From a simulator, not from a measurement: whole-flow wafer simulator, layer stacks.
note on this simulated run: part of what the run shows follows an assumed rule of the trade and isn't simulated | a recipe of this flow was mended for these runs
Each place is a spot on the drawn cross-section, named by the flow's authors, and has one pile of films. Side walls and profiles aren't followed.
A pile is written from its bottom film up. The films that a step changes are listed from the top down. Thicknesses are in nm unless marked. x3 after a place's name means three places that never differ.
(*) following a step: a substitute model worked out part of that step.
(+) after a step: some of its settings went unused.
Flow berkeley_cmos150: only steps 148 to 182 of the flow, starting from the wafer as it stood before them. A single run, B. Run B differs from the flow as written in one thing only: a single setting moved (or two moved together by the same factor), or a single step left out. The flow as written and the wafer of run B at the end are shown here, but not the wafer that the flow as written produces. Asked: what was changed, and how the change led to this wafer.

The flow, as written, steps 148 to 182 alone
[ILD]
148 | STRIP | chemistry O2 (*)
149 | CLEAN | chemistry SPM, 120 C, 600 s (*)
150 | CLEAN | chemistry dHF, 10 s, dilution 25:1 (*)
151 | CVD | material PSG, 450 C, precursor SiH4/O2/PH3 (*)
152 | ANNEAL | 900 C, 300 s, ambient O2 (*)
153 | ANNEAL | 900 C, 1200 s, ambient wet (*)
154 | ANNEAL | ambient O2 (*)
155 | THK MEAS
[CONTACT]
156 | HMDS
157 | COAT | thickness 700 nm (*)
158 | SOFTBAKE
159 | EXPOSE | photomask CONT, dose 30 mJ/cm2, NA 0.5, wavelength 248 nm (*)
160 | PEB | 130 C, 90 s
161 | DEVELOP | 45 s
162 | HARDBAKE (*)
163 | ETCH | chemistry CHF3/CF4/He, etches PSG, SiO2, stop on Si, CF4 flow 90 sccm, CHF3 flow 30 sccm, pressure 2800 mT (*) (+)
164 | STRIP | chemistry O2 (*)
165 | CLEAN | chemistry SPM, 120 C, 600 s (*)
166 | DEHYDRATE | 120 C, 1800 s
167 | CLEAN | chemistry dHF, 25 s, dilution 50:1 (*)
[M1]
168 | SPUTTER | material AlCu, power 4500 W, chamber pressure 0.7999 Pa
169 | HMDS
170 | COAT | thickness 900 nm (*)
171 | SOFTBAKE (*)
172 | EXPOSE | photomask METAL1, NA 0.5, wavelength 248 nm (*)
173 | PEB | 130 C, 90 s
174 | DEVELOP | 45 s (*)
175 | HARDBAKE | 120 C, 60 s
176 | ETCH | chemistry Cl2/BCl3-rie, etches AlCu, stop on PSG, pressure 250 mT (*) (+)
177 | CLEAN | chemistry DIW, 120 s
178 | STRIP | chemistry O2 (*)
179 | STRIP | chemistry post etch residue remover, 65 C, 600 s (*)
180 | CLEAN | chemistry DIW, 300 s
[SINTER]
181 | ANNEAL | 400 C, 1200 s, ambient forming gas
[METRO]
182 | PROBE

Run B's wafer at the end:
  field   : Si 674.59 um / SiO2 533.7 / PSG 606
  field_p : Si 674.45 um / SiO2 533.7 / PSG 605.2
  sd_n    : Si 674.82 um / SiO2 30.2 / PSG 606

The reason: step 153, ANNEAL: 865 C was run, while the flow as written has 900 C.

The path from the change to this, step by step:
  153 | ANNEAL | 900 C, 1200 s, ambient wet (*)
      sd_n, contact, m1: PSG loses 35, SiO2 gains 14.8, Si loses 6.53 (as written it would have been: PSG loses 35, SiO2 gains 22.8, Si loses 10)
      field, field_p: PSG loses 35, SiO2 gains 11.1, Si loses 4.9 (as written it would have been: PSG loses 35, SiO2 gains 16.3, Si loses 7.15)
      (as well as at 3 more places)
  163 | ETCH | chemistry CHF3/CF4/He, etches PSG, SiO2, stop on Si, CF4 flow 90 sccm, CHF3 flow 30 sccm, pressure 2800 mT (*) (+)
      contact: PSG loses 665 (all of it), SiO2 loses 30.2 (all of it), Si loses 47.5 (as written it would have been: PSG loses 665 (all of it), SiO2 loses 38.1 (all of it), Si loses 47.5)
  176 | ETCH | chemistry Cl2/BCl3-rie, etches AlCu, stop on PSG, pressure 250 mT (*) (+)
      gate_p: AlCu loses 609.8 (all of it), PSG loses 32 (as written it would have been: AlCu loses 616.1 (all of it), PSG loses 31.2)
